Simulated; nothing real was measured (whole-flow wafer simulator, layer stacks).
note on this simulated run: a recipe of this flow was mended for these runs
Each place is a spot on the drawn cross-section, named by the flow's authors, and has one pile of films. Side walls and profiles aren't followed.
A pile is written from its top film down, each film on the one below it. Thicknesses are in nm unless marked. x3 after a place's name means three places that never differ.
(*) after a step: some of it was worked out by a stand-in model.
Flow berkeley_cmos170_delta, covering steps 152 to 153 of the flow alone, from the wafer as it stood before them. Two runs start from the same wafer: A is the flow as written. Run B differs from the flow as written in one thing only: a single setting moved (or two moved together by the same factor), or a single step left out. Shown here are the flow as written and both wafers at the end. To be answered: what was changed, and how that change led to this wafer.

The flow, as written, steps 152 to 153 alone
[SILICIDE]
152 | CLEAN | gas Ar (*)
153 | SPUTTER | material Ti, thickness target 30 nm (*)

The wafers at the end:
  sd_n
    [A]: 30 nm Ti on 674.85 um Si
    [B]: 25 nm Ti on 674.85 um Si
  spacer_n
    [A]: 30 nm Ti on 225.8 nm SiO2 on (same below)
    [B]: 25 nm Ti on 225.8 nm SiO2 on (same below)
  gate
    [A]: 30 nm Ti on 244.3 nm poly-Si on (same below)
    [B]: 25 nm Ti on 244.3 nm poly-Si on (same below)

Cause: step 153, SPUTTER: thickness target 25 nm was run, though the flow has thickness target 30 nm.
One can read it off the wafer: sd_n has Ti 25, and step 153 as written asks for 30 nm.

How this came from the change, step by step:
  153 | SPUTTER | material Ti, thickness target 30 nm (*)
      field, sd_n, spacer_n, gate, spacer_p, gate_p, contact x2: A Ti gains 30 (new film) | B Ti gains 25 (new film)
      sd_p: A Ti gains 27.5 (new film) | B Ti gains 22.9 (new film)
